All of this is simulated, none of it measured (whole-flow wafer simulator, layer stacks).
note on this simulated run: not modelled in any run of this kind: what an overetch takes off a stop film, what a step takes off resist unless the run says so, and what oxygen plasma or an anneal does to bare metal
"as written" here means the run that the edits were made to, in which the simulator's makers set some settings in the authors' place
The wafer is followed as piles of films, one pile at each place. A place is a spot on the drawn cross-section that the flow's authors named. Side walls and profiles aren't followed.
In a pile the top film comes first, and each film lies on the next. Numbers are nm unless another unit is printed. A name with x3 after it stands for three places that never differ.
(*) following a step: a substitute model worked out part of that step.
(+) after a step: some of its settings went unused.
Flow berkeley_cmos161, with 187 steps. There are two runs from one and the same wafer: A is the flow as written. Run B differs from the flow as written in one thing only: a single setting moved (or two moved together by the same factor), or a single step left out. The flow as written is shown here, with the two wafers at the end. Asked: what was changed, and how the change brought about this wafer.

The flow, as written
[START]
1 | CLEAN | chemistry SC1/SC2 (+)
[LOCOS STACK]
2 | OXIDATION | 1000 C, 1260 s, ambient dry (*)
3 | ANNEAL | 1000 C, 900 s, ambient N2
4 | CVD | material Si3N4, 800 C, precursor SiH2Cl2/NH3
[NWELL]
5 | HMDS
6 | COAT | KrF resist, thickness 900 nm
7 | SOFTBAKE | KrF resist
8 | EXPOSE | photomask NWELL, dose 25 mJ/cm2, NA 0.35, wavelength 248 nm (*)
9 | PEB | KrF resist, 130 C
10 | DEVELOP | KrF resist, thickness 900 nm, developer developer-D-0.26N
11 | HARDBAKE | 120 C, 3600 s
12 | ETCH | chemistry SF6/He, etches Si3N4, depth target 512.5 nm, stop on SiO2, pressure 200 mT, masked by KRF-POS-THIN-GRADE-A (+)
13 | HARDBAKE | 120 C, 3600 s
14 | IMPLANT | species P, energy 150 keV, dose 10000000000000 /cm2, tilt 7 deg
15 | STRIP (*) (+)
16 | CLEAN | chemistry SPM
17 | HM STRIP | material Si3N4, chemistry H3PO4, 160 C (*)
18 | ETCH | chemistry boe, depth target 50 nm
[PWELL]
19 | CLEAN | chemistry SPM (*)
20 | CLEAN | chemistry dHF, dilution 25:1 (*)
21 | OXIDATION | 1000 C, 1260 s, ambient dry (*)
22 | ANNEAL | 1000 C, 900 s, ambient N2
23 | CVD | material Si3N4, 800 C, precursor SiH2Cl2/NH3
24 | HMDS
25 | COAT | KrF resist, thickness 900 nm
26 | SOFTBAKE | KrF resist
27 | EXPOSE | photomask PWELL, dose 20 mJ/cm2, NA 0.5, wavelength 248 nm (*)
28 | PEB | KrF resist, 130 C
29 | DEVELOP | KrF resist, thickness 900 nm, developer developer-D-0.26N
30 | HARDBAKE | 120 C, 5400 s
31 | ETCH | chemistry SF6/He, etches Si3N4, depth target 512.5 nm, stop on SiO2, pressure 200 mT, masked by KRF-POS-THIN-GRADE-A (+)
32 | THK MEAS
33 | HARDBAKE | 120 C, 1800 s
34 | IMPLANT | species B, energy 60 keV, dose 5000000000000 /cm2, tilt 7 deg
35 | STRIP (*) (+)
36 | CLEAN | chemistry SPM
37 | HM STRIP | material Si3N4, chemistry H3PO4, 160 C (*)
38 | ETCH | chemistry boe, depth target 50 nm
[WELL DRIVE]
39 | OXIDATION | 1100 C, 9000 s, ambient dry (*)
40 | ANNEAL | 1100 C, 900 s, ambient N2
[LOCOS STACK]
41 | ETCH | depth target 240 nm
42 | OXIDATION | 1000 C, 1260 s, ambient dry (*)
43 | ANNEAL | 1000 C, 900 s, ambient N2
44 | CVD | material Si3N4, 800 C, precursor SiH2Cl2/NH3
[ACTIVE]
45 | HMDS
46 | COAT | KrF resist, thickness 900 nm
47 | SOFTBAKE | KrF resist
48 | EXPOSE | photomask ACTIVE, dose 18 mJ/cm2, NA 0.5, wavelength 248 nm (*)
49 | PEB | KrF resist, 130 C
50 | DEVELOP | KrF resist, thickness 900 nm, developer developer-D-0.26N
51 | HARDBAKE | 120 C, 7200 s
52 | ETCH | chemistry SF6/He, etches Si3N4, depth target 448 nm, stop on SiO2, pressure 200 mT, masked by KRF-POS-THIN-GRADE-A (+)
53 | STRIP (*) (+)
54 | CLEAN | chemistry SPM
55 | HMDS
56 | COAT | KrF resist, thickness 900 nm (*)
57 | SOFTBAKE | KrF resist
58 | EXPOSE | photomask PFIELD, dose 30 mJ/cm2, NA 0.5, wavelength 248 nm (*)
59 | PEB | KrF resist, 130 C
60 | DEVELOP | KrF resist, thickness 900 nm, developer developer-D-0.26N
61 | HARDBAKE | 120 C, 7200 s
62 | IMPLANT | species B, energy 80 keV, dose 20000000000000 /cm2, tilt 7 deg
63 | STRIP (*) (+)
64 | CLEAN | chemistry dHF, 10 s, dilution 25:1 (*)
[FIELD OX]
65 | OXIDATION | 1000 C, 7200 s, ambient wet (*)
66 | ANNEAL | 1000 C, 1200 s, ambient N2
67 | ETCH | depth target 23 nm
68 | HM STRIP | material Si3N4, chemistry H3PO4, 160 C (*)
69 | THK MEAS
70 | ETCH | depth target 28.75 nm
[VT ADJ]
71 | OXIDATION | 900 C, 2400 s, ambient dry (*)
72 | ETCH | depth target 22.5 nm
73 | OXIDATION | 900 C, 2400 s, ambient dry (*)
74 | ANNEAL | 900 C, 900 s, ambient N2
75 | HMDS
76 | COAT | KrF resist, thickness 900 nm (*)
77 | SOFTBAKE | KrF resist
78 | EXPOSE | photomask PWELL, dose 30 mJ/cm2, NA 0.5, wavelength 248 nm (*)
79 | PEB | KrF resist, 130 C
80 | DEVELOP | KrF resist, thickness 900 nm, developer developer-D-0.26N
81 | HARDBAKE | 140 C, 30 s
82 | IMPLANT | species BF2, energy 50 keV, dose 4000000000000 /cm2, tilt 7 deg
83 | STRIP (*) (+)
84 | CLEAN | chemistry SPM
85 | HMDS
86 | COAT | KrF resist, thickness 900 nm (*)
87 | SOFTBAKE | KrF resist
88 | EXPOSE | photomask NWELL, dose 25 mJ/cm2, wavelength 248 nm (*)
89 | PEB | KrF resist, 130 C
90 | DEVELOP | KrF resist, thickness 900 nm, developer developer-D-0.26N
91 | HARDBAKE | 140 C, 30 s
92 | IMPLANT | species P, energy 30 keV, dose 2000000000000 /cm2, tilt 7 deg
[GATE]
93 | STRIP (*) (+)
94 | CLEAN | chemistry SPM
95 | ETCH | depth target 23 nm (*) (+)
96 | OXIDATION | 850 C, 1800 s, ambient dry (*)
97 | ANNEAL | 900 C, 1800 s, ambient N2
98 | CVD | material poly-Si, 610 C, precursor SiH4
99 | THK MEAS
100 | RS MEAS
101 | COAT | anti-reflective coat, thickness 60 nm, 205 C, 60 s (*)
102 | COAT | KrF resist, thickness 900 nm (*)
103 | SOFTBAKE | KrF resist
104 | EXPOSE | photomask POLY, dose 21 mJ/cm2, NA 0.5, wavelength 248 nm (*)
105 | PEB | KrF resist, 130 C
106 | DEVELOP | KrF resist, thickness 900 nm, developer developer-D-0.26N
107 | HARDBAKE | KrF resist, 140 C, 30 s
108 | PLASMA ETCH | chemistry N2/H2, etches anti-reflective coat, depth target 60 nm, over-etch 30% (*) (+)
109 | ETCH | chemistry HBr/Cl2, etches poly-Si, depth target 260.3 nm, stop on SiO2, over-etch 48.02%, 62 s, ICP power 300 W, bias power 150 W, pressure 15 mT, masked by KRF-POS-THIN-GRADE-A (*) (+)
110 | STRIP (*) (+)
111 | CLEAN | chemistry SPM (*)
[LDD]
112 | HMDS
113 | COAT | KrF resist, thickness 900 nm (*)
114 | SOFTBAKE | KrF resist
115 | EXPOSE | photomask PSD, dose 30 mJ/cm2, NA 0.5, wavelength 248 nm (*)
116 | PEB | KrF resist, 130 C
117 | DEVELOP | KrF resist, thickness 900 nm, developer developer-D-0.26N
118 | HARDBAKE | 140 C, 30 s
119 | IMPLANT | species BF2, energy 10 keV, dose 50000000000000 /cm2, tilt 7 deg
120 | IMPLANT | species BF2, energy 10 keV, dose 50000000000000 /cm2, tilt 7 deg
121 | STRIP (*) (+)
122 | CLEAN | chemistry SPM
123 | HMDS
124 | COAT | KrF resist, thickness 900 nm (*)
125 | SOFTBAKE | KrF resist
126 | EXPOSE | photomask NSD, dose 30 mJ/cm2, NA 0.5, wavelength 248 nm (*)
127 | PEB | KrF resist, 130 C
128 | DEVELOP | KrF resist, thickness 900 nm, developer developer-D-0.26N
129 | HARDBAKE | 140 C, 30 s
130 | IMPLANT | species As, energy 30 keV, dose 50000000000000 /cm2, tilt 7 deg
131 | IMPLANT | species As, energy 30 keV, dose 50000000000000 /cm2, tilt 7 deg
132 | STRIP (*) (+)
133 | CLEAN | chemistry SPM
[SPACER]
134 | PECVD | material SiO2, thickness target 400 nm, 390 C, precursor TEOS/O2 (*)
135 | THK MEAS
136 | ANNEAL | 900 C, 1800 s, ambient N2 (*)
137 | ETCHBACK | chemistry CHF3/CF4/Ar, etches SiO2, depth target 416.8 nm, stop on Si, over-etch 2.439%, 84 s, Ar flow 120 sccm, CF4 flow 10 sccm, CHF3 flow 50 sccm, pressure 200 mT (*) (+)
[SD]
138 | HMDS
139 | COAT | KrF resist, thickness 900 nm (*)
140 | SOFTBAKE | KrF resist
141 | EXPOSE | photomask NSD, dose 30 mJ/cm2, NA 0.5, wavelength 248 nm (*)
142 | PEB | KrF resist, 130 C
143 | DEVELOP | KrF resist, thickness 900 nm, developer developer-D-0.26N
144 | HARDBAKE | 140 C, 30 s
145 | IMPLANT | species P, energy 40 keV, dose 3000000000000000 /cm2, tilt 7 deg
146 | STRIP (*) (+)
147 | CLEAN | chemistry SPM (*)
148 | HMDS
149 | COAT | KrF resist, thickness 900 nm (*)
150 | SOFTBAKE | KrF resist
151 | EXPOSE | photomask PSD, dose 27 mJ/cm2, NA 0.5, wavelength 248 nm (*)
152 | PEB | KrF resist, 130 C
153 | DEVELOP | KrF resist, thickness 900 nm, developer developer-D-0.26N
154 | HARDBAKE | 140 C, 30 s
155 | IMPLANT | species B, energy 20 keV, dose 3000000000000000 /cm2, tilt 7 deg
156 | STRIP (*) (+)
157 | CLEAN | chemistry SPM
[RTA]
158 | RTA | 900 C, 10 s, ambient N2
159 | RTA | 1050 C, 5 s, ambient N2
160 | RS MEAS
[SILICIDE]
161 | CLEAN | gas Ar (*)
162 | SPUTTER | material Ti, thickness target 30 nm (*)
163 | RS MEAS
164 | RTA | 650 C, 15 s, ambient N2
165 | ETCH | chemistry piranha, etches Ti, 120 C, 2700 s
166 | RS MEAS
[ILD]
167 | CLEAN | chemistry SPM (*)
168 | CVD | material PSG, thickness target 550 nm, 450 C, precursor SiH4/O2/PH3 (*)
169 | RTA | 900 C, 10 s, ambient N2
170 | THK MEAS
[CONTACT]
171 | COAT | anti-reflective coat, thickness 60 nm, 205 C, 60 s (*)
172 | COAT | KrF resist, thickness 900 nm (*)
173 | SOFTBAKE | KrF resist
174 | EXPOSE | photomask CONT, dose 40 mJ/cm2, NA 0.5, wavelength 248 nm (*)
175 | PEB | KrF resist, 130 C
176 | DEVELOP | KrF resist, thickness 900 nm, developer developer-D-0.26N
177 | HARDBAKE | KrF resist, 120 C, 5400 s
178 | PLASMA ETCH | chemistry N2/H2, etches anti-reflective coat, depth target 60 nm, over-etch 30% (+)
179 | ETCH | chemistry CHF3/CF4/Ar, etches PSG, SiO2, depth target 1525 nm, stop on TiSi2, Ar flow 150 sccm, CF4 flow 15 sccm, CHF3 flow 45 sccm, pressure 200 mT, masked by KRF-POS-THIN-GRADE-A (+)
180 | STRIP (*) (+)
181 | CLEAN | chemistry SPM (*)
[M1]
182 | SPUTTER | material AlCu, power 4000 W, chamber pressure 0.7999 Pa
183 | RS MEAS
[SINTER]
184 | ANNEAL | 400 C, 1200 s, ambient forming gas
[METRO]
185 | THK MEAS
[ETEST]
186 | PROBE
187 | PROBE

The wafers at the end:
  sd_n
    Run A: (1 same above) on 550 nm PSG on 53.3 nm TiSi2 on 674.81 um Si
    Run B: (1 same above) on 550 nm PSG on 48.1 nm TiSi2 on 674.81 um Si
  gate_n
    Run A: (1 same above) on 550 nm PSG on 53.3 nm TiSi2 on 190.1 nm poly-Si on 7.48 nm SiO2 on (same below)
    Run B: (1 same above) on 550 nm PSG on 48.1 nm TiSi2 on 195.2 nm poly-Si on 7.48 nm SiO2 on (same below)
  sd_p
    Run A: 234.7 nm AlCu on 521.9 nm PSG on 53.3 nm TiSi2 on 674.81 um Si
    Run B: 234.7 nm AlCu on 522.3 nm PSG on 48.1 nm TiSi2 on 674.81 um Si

What caused this: step 164, RTA: 6 s was run, though the flow has 15 s.

Step by step, how the change led to this:
  164 | RTA | 650 C, 15 s, ambient N2
      sd_n, sd_p, contact, m1: A -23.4 Ti, +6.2 TiSi first (new film), +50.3 TiSi2 C49 (new film), -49 Si | B -21.2 Ti, +22.1 TiSi first (new film), +21.1 TiSi2 C49 (new film), -33.5 Si
      gate_n, gate_p: A -23.4 Ti, +6.2 TiSi first (new film), +50.3 TiSi2 C49 (new film), -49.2 poly-Si | B -21.2 Ti, +22.1 TiSi first (new film), +21.1 TiSi2 C49 (new film), -33.6 poly-Si
  165 | ETCH | chemistry piranha, etches Ti, 120 C, 2700 s
      sd_n, gate_n, sd_p, gate_p, contact, m1: A -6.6 Ti (all of it), -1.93 TiSi first | B -8.81 Ti (all of it), -1.93 TiSi first
  169 | RTA | 900 C, 10 s, ambient N2
      sd_n, sd_p, contact, m1: A under 1 film: +53.3 TiSi2 (new film), -4.27 TiSi first (all of it), -50.3 TiSi2 C49 (all of it), -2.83 Si | B under 1 film: +48.1 TiSi2 (new film), -20.1 TiSi first (all of it), -21.1 TiSi2 C49 (all of it), -13.4 Si
      gate_n, gate_p: A under 1 film: +53.3 TiSi2 (new film), -4.27 TiSi first (all of it), -50.3 TiSi2 C49 (all of it), -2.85 poly-Si | B under 1 film: +48.1 TiSi2 (new film), -20.1 TiSi first (all of it), -21.1 TiSi2 C49 (all of it), -13.4 poly-Si
